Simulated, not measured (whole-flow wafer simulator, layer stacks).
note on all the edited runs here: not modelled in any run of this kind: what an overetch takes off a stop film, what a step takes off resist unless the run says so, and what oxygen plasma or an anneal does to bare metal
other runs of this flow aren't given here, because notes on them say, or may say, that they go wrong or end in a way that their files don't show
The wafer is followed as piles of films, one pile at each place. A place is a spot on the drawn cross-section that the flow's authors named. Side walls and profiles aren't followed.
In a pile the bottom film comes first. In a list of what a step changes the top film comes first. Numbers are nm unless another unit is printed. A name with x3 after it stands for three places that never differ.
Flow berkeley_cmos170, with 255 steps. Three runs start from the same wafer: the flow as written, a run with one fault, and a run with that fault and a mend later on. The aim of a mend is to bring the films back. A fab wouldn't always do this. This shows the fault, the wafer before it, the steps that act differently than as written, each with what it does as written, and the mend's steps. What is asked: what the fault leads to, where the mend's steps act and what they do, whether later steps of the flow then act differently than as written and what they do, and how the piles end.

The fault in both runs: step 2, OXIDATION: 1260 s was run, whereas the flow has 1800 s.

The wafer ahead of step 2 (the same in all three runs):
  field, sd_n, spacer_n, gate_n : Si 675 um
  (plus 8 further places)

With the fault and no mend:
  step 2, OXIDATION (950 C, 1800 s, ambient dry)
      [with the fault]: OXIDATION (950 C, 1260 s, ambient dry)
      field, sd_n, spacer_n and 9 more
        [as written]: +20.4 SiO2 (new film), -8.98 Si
        [with the fault]: +16.4 SiO2 (new film), -7.23 Si
  Later steps of the flow acting differently than as written:
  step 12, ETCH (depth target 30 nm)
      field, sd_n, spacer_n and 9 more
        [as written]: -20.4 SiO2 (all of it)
        [with the fault]: -16.4 SiO2 (all of it)
  When the end is reached, the piles differ only a little from the flow's at the places that both follow, at most by 2% or 0.5 nm, whichever is larger.

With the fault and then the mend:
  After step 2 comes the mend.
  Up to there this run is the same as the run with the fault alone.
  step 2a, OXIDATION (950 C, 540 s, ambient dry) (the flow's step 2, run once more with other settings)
      field, sd_n, spacer_n and 9 more
        +3.99 SiO2, -1.76 Si
  None of the later steps of the flow acts differently than as written at any place that is followed.
  The piles end the same as the flow's at every place that both follow.
